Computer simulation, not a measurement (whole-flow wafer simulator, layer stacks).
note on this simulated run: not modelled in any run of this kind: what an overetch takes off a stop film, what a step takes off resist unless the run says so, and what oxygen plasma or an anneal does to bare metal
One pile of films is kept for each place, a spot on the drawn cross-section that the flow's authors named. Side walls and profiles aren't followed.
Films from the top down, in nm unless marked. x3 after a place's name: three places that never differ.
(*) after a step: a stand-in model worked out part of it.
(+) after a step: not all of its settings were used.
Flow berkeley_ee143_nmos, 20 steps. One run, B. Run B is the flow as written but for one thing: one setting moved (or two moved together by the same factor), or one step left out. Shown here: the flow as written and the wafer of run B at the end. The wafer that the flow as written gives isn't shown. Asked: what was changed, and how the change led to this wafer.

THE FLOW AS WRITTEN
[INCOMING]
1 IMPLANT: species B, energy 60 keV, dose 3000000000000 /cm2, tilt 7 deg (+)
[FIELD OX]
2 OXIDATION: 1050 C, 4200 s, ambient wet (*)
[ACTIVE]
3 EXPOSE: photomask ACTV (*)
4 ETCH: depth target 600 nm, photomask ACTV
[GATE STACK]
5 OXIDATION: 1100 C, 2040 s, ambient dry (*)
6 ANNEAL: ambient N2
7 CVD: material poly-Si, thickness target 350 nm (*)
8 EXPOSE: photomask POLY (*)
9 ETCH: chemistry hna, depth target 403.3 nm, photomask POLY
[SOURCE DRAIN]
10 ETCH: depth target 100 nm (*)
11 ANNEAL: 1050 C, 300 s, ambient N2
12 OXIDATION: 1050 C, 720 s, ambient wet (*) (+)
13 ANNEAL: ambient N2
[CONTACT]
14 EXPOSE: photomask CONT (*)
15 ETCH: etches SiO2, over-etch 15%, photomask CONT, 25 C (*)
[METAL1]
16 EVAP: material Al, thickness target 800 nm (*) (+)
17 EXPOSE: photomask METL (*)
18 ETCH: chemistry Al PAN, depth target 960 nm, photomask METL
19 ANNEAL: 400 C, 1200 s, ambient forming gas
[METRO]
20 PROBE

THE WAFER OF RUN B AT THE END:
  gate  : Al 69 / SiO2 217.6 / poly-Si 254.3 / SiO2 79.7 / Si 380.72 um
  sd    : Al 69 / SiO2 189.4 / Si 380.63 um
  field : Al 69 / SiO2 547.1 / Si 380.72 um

The cause: step 18, ETCH: depth target 731 nm was run, where the flow has depth target 960 nm.

How the change led to this, step by step:
  18 ETCH: chemistry Al PAN, depth target 960 nm, photomask METL
      gate, sd, field: Al -731 (as written it would be: Al -800 (all of it))
Counting metal films that touch as one body, gate has 1 body; the flow as written gives 0 bodies.
Counting metal films that touch as one body, sd has 1 body; the flow as written gives 0 bodies.
Counting metal films that touch as one body, field has 1 body; the flow as written gives 0 bodies.
